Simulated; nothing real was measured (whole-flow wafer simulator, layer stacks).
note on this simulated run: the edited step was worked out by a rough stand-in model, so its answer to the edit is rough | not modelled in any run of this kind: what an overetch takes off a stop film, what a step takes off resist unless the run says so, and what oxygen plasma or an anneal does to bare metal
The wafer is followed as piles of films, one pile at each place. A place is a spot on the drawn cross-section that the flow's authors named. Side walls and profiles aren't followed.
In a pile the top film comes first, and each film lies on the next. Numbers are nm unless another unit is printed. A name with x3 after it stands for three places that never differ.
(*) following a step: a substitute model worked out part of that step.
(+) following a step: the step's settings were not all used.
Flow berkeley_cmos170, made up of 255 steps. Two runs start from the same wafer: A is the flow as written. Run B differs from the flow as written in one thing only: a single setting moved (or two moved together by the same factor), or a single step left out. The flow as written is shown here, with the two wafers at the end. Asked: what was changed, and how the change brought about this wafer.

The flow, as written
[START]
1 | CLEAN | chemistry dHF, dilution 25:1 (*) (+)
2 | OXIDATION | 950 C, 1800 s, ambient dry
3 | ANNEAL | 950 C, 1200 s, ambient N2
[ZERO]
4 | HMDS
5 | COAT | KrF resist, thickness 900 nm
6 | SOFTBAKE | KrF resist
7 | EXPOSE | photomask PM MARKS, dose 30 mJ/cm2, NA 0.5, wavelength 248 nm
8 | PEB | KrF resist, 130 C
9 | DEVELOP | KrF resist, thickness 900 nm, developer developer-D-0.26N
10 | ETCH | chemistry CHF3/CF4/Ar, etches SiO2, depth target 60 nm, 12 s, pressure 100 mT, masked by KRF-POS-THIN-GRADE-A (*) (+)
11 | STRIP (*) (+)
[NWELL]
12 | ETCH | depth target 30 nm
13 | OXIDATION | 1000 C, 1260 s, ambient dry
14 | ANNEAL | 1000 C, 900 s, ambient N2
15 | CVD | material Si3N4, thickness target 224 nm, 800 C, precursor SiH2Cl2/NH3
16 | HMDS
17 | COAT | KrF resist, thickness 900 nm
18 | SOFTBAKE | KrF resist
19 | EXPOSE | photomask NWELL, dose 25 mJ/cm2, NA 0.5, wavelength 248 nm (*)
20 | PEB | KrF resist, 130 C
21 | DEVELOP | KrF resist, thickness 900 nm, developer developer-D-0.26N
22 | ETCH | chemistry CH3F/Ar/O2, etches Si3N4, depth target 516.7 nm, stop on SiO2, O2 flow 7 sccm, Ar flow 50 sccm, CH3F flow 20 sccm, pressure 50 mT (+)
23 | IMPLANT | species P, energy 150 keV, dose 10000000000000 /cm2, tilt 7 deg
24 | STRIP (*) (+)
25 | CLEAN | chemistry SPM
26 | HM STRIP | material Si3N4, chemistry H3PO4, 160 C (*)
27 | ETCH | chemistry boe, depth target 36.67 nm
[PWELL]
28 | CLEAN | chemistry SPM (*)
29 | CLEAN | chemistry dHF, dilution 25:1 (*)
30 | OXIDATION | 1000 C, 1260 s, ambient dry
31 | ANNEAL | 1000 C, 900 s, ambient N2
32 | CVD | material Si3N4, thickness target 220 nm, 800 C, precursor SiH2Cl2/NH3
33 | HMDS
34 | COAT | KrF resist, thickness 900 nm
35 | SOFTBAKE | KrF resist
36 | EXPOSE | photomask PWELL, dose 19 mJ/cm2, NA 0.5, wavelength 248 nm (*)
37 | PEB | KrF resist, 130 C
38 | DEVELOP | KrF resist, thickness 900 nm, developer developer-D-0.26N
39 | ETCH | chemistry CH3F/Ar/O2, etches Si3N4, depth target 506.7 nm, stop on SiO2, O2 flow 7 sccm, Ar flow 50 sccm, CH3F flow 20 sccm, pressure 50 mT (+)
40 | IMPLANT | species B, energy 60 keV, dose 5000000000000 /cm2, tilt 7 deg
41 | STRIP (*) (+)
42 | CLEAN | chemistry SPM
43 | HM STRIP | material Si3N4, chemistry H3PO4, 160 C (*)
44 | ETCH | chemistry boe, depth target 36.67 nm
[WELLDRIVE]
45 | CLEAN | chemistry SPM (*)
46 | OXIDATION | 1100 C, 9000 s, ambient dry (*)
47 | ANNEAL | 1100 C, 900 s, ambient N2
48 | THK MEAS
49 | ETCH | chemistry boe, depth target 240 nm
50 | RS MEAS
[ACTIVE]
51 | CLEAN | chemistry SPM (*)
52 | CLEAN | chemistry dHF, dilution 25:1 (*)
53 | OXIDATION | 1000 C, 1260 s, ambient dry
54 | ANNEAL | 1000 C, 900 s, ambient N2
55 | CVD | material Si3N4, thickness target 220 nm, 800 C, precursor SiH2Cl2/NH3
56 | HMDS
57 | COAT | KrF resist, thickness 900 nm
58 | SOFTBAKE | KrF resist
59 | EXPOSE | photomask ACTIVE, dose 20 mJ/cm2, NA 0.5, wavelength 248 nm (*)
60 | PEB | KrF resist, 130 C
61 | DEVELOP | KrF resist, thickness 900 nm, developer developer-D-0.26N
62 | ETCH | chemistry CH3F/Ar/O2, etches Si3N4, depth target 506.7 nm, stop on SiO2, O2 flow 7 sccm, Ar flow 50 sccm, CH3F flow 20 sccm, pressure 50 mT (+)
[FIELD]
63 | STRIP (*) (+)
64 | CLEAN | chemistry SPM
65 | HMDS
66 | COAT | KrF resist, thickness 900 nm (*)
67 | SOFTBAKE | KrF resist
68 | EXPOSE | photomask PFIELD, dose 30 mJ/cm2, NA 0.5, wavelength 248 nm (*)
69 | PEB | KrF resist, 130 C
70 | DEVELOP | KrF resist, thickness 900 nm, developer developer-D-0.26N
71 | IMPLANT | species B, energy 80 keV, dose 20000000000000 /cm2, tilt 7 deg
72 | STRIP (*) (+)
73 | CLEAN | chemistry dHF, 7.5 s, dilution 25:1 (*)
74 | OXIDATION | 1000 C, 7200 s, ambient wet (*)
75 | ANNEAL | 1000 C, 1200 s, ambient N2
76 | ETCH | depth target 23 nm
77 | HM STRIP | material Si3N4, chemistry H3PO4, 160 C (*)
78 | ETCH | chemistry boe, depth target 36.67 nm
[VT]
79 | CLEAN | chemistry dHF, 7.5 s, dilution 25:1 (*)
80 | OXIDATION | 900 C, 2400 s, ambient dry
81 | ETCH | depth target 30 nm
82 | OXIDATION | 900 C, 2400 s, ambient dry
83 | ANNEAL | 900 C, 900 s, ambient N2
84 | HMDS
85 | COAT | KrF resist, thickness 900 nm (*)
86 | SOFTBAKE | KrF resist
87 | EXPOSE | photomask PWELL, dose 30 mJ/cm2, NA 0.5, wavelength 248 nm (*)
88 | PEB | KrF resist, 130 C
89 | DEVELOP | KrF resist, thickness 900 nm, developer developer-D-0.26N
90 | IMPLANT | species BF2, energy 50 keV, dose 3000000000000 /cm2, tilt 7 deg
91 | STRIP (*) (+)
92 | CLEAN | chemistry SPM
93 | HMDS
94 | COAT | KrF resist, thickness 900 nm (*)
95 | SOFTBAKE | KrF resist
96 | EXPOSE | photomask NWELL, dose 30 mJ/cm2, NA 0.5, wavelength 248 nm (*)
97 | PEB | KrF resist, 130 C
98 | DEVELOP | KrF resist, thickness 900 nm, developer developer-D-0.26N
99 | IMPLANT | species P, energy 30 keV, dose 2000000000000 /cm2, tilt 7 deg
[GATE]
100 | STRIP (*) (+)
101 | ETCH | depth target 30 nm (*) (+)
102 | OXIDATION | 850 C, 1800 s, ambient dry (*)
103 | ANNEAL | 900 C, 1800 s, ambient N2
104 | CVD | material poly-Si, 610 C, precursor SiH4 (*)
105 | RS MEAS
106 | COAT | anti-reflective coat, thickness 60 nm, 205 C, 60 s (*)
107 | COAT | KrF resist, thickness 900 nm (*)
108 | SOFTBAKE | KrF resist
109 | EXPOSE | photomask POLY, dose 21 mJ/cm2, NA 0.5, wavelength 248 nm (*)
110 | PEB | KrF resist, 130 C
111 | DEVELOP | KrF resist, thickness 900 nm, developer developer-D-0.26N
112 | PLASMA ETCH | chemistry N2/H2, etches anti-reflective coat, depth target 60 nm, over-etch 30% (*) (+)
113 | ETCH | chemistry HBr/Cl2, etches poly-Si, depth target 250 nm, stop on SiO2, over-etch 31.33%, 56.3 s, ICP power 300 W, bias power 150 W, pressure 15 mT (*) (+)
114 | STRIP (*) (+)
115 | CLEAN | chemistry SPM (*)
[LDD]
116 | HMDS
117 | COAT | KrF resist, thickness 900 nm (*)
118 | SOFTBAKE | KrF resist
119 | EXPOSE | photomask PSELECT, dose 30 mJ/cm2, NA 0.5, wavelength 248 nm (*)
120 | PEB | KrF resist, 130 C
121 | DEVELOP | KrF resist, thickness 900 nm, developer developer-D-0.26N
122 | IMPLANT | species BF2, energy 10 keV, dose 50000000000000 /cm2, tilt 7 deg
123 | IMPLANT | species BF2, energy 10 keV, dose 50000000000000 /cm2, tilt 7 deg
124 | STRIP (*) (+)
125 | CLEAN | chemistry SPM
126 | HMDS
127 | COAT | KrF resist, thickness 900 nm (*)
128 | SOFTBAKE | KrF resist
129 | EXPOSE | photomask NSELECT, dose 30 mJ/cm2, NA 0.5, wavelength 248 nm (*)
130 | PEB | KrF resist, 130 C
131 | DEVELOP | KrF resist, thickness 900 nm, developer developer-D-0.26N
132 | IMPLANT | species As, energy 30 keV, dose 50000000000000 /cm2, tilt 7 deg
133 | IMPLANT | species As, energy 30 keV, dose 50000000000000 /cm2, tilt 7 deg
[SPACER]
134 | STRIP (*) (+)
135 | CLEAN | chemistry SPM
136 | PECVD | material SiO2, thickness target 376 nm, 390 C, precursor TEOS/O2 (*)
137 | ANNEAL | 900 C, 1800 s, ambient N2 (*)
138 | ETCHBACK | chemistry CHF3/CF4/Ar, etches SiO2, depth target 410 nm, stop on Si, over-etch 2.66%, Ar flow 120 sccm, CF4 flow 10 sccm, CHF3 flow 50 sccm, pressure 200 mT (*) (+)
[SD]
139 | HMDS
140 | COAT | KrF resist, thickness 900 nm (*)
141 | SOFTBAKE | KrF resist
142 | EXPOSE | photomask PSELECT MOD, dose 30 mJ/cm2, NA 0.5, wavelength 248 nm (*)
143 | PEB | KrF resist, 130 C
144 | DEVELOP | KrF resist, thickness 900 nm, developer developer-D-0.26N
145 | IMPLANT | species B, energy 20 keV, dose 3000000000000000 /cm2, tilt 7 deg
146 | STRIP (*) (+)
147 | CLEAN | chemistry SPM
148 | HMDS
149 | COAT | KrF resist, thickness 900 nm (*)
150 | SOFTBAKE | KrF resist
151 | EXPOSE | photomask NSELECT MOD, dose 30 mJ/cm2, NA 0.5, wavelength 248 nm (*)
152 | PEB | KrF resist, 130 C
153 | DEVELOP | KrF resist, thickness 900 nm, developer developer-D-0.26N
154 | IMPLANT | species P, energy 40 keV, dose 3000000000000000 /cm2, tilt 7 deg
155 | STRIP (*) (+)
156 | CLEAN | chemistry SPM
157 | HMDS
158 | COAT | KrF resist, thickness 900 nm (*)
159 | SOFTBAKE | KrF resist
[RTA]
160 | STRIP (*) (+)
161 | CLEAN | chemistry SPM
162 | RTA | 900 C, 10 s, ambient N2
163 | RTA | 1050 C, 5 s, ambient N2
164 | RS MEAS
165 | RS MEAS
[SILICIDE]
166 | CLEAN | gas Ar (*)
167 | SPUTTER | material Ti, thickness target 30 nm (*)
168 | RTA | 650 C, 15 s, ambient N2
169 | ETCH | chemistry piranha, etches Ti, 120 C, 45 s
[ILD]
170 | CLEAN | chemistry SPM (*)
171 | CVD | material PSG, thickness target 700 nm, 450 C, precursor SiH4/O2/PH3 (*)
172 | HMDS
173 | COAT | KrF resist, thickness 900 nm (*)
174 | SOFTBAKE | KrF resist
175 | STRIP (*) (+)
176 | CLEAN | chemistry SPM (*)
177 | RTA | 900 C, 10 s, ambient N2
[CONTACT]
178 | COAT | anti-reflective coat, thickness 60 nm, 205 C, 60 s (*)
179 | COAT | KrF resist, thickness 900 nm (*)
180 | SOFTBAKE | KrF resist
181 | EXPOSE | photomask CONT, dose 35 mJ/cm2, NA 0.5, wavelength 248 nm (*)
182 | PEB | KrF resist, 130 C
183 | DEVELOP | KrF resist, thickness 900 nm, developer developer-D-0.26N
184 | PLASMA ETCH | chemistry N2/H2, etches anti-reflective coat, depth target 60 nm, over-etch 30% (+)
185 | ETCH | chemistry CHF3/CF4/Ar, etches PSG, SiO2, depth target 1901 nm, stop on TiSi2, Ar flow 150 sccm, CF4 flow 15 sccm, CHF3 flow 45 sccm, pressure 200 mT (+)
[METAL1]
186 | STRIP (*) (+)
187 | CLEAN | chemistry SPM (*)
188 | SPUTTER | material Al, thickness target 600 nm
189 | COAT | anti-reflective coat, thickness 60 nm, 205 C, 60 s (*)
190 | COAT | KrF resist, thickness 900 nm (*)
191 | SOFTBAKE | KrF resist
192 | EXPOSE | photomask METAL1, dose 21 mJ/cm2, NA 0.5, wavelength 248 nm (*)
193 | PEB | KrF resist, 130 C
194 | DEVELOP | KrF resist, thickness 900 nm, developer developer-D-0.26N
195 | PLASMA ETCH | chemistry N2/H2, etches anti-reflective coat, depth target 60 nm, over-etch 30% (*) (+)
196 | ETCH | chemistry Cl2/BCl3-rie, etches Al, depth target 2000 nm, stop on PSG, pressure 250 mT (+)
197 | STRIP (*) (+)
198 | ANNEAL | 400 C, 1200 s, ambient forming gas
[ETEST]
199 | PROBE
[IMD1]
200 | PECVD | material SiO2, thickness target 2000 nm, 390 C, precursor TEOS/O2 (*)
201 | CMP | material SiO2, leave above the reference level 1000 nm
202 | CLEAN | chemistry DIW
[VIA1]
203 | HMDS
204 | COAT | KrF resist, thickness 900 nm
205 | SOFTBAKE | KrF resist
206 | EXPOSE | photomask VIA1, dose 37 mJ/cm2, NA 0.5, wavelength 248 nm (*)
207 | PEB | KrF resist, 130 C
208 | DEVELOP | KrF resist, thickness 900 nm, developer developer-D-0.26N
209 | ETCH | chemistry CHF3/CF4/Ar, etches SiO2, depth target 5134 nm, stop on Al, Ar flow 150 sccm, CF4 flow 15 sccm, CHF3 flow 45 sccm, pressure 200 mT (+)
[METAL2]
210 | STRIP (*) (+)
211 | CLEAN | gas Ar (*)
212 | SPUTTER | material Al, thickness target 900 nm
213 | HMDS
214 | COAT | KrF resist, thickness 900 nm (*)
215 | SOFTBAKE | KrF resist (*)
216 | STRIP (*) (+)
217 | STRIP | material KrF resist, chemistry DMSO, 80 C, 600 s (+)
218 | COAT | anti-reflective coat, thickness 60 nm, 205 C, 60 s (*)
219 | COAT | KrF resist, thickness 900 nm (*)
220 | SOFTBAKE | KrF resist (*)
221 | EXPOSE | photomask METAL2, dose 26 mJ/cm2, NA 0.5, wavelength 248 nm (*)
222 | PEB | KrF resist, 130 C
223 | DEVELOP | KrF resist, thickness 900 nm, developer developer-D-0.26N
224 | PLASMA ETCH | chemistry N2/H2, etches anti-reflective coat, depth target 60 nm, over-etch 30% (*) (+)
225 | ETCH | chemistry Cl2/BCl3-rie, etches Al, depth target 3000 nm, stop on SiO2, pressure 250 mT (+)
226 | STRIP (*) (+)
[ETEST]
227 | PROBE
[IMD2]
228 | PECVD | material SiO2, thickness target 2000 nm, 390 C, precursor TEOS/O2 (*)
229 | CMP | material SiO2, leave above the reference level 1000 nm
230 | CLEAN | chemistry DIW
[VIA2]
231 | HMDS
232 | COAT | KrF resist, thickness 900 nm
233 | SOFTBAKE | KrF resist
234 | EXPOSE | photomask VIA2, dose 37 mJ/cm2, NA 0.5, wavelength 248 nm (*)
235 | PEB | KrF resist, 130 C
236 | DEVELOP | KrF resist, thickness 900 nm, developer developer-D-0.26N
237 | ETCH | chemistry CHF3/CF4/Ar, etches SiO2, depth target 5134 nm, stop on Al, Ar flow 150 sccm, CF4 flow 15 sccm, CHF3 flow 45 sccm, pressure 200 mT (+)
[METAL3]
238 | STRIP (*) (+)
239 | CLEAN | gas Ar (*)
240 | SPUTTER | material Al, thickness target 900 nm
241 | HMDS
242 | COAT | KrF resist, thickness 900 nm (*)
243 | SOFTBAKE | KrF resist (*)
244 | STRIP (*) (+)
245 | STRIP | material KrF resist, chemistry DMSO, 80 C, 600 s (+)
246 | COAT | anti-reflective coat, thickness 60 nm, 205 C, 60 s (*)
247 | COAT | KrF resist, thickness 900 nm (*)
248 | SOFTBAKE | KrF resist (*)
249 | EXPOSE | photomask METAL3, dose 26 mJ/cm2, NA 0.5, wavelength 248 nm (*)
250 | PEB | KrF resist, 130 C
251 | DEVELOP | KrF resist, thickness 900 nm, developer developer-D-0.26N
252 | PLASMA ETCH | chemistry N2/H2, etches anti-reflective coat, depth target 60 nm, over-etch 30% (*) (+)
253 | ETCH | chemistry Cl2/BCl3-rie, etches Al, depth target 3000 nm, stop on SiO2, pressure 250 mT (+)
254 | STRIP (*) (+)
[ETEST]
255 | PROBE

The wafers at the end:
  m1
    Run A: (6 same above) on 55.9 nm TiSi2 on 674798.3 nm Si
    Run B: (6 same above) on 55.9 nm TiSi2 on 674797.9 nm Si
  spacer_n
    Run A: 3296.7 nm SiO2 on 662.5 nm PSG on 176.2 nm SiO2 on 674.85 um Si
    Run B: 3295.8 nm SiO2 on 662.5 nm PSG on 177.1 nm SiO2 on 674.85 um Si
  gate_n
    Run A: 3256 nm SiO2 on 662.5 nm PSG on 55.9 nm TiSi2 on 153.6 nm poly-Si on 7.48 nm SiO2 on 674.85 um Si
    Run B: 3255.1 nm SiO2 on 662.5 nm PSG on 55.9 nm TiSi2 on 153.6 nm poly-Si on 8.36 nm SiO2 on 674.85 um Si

Cause: step 102, OXIDATION: 2160 s was run, while the flow as written has 1800 s.

The path from the change to this, step by step:
  102 | OXIDATION | 850 C, 1800 s, ambient dry (*)
      sd_n, spacer_n, gate_n and 8 more: A +7.48 SiO2 (new film), -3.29 Si | B +8.36 SiO2 (new film), -3.68 Si
